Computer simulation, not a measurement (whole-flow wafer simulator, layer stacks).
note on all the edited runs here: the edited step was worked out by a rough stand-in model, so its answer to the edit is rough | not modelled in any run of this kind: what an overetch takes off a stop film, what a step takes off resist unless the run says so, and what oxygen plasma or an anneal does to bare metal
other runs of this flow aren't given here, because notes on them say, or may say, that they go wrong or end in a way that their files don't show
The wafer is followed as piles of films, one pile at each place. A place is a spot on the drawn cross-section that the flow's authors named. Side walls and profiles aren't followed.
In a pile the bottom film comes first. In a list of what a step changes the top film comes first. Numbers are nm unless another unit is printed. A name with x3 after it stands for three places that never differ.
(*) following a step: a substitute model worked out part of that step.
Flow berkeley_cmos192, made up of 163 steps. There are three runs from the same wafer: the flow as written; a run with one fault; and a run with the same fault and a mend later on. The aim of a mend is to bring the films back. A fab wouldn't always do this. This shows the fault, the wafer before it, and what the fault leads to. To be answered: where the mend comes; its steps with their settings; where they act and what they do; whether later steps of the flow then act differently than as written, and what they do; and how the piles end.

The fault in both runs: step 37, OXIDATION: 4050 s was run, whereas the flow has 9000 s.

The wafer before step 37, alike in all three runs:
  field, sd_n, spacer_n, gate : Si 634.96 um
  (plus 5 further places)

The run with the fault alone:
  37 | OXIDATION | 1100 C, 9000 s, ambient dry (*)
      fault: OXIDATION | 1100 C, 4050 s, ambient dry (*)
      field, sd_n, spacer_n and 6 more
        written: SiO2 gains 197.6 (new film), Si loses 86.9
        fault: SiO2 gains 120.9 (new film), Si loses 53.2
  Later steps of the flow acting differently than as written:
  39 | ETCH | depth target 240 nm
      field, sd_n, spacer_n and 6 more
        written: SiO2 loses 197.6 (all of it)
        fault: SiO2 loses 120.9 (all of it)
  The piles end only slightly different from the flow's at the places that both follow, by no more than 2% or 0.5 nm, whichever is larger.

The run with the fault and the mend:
  The mend follows step 37.
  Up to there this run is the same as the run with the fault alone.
  37a | OXIDATION | 1100 C, 4950 s, ambient dry (*) (the flow's step 37 again, with other settings)
      field, sd_n, spacer_n and 6 more
        SiO2 gains 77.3, Si loses 34
  Every later step of the flow that is run acts as written, at every place that is followed, to within 2% or 0.5 nm, whichever is larger.
  The piles end only slightly different from the flow's at the places that both follow, by no more than 2% or 0.5 nm, whichever is larger.
